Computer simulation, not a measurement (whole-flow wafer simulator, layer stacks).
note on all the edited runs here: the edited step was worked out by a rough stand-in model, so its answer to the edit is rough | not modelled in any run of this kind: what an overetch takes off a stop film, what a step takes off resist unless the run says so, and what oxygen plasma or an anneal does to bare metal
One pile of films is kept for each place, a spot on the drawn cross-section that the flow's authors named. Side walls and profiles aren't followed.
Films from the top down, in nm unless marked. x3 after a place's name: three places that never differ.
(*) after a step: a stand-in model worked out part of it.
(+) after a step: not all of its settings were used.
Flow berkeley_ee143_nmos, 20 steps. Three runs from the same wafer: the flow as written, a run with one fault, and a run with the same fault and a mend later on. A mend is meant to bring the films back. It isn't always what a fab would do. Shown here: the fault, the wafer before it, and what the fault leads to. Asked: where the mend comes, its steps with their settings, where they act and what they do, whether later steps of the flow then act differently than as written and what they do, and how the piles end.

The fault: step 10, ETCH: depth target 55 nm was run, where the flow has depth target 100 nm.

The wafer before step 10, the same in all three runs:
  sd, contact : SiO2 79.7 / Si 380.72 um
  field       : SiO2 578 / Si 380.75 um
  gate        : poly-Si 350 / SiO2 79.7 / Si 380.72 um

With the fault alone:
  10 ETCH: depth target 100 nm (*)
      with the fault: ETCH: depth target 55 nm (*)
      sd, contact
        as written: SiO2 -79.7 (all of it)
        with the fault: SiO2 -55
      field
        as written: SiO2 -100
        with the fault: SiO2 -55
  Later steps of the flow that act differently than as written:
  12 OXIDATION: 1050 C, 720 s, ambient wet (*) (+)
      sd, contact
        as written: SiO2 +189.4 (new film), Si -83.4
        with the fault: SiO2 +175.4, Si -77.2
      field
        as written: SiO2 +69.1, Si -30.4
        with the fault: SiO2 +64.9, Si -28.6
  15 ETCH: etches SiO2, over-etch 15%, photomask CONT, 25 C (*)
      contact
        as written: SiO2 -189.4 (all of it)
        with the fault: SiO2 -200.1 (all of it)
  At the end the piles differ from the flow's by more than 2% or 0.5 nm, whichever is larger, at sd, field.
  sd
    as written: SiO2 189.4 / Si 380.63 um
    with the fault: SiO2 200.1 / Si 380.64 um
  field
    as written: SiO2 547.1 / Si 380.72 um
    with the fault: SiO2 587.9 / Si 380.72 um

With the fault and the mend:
  The mend comes after step 10.
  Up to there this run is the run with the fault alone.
  10a ETCH: depth target 45 nm (*) (the flow's step 10 once more, with other settings)
      sd, contact
        SiO2 -24.7 (all of it)
      field
        SiO2 -45
  No later step of the flow acts differently than as written at any place that is followed.
  At the end the piles are the same as the flow's at every place that both follow.
